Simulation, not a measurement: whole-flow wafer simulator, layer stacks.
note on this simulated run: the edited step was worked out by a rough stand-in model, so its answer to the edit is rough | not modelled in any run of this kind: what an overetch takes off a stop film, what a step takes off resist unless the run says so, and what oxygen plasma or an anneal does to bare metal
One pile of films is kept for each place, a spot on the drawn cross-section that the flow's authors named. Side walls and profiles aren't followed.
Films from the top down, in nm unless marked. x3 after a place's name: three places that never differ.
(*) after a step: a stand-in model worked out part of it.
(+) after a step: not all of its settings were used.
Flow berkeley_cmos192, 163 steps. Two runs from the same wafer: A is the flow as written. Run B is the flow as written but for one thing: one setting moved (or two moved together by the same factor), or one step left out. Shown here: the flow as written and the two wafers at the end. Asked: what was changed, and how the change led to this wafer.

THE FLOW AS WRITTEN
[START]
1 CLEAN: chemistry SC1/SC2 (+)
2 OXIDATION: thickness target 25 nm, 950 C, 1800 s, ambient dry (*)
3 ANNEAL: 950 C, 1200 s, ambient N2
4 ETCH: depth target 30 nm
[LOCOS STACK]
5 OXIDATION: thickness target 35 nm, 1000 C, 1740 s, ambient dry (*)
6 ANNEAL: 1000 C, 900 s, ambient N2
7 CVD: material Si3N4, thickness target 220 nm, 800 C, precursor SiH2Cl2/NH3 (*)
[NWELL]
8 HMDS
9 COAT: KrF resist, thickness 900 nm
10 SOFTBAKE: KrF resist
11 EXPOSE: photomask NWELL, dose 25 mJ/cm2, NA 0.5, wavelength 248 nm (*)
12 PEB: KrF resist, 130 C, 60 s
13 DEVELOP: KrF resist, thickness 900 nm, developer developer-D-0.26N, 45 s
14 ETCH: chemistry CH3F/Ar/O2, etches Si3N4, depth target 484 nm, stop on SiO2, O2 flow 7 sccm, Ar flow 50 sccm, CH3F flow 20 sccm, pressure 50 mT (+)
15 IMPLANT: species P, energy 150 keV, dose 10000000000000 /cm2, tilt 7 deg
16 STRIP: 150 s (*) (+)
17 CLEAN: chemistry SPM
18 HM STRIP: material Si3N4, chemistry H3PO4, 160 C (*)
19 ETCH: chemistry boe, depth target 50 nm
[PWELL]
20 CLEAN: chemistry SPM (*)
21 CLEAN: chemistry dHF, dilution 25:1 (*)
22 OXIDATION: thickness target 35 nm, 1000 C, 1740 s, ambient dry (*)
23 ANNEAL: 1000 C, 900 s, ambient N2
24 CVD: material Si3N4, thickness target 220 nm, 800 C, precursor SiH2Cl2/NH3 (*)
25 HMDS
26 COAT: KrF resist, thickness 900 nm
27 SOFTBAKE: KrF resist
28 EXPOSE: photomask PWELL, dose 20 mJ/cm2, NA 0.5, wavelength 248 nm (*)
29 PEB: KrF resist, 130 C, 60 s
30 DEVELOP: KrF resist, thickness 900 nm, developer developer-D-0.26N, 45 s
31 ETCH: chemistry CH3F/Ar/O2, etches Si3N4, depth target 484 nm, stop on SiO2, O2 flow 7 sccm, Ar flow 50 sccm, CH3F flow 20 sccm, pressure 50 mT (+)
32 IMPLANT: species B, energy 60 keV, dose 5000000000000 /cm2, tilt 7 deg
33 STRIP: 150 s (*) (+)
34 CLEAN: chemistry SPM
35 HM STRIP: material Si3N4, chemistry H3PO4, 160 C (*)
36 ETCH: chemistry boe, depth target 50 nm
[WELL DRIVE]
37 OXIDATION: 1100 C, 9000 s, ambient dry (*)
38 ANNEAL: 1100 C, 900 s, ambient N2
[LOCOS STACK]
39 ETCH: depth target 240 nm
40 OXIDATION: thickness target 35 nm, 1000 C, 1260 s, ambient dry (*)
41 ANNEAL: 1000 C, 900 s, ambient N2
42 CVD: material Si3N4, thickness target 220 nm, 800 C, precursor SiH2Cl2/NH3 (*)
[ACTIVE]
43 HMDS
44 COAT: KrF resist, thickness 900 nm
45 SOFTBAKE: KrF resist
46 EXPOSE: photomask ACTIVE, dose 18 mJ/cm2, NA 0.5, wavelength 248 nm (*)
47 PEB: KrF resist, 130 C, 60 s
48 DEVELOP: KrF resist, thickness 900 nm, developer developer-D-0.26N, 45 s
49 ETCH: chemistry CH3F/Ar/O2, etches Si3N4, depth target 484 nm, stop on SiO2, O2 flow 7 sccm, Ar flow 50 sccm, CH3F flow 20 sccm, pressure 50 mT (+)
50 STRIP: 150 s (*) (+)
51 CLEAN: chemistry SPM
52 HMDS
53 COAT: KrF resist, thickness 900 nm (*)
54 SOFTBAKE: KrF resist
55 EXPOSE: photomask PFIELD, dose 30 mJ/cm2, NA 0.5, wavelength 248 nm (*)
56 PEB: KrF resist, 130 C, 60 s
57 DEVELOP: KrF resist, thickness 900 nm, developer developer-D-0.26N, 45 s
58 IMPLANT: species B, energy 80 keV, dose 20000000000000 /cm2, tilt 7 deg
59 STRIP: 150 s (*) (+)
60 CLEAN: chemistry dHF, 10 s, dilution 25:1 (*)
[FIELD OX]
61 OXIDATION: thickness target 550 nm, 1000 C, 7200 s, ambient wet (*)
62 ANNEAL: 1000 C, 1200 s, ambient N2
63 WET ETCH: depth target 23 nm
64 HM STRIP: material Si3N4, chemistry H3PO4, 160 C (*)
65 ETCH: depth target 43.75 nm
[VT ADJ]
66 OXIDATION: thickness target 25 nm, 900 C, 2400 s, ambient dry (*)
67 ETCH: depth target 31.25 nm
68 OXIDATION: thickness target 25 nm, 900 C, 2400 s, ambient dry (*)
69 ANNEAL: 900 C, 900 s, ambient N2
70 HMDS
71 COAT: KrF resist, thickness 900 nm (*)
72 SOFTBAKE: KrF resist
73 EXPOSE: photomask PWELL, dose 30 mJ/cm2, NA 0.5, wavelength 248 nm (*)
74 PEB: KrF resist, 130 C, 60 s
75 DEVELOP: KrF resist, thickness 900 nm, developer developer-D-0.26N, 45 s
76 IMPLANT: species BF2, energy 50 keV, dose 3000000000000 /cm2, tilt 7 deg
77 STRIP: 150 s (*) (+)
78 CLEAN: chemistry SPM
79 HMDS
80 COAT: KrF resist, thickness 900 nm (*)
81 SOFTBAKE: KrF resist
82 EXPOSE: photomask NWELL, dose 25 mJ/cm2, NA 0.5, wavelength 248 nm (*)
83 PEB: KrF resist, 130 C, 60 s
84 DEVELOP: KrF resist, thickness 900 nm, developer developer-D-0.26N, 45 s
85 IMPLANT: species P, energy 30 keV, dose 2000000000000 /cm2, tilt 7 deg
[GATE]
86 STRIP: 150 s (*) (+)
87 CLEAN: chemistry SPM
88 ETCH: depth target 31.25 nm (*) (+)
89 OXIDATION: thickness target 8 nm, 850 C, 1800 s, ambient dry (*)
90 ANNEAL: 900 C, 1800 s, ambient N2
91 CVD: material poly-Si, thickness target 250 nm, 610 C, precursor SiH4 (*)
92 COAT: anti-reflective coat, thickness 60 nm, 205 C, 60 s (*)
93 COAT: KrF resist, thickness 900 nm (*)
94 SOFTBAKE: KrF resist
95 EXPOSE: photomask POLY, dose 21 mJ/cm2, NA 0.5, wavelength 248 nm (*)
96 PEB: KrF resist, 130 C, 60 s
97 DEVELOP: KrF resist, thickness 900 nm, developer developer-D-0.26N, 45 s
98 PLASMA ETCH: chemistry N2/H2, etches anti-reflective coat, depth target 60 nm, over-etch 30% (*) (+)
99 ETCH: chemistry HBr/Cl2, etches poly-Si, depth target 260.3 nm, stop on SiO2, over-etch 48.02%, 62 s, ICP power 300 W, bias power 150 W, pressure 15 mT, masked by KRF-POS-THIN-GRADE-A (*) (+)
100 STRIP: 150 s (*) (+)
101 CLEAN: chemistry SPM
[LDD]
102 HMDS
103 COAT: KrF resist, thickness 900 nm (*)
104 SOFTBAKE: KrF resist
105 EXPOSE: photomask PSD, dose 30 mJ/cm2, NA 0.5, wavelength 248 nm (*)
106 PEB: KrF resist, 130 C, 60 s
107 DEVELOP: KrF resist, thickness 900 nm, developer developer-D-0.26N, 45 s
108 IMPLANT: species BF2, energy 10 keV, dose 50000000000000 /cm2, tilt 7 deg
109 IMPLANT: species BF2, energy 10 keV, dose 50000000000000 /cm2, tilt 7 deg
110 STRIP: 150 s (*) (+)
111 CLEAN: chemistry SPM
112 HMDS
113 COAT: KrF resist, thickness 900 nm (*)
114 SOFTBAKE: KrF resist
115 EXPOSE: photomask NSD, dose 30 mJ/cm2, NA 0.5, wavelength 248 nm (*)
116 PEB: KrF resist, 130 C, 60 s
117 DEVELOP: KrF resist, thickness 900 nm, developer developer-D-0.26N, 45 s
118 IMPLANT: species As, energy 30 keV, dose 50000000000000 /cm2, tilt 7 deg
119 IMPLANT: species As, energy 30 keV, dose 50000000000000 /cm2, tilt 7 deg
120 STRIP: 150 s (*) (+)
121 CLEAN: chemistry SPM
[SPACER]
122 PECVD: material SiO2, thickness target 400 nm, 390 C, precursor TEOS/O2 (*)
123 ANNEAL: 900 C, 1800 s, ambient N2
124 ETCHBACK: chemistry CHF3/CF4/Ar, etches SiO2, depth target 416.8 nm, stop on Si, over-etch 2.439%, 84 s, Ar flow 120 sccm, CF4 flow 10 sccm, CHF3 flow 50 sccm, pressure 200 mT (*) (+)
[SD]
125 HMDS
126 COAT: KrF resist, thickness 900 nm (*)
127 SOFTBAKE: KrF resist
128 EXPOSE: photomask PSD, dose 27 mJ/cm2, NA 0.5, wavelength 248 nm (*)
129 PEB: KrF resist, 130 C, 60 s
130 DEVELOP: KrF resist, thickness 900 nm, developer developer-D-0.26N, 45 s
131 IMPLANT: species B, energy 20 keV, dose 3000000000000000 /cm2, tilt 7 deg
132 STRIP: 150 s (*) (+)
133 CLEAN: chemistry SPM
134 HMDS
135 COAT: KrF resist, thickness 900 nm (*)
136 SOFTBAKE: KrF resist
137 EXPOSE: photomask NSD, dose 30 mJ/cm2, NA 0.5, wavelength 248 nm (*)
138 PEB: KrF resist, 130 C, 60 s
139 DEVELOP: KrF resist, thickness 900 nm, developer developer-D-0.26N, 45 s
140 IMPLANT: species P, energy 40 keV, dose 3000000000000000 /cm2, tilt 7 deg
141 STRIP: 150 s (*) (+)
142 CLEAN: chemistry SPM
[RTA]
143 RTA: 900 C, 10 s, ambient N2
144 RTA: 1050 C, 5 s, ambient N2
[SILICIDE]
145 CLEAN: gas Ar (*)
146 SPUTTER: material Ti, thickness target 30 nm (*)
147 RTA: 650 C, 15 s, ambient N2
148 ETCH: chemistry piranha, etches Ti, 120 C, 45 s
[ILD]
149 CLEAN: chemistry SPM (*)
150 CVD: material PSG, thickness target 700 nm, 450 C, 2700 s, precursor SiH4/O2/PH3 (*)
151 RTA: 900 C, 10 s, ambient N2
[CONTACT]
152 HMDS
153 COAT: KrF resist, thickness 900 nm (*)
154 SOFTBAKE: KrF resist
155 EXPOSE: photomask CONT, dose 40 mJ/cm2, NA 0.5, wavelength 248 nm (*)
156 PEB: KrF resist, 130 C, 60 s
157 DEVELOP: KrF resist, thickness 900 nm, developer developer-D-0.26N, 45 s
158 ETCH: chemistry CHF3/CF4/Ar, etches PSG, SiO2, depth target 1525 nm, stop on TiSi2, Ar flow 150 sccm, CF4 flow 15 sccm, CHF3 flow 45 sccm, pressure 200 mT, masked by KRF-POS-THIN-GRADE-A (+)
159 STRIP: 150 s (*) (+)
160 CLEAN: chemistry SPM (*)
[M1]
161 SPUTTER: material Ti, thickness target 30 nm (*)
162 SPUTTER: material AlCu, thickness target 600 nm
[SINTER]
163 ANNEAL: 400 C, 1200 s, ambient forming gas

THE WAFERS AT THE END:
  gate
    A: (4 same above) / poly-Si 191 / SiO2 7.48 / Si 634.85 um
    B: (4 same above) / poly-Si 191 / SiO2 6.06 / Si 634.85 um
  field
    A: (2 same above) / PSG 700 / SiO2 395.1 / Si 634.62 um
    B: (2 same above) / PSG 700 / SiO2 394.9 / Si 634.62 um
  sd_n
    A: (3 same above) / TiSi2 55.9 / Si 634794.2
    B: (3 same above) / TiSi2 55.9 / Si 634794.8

The cause: step 89, OXIDATION: 1246 s was run, where the flow has 1800 s.

How the change led to this, step by step:
  89 OXIDATION: thickness target 8 nm, 850 C, 1800 s, ambient dry (*)
      sd_n, spacer_n, gate, sd_p, spacer_p, gate_p, contact, m1: A SiO2 +7.48 (new film), Si -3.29 | B SiO2 +6.06 (new film), Si -2.67
